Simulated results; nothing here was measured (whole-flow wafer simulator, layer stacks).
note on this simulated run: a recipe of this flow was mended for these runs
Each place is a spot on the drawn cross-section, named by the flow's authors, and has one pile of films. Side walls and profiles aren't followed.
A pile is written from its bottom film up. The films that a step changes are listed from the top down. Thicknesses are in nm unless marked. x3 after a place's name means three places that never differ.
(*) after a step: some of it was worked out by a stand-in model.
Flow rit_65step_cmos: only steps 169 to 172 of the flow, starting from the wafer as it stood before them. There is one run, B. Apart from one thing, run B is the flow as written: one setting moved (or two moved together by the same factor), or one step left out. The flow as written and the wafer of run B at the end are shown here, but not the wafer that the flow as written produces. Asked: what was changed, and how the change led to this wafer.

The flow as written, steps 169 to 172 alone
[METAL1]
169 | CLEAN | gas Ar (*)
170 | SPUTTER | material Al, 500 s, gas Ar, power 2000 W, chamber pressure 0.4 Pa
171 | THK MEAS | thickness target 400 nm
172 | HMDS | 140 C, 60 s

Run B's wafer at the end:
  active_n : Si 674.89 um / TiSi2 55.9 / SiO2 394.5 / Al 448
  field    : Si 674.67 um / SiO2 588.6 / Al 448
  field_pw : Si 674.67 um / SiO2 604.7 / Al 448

The reason: step 170, SPUTTER: power 2240 W was run, whereas the flow has power 2000 W.

Step by step, how the change led to this:
  170 | SPUTTER | material Al, 500 s, gas Ar, power 2000 W, chamber pressure 0.4 Pa
      field, field_pw, field_nw and 10 more: +448 Al (new film) (as written it would have been: +400 Al (new film))
      contact: +282.9 Al (new film) (as written it would have been: +255.4 Al (new film))
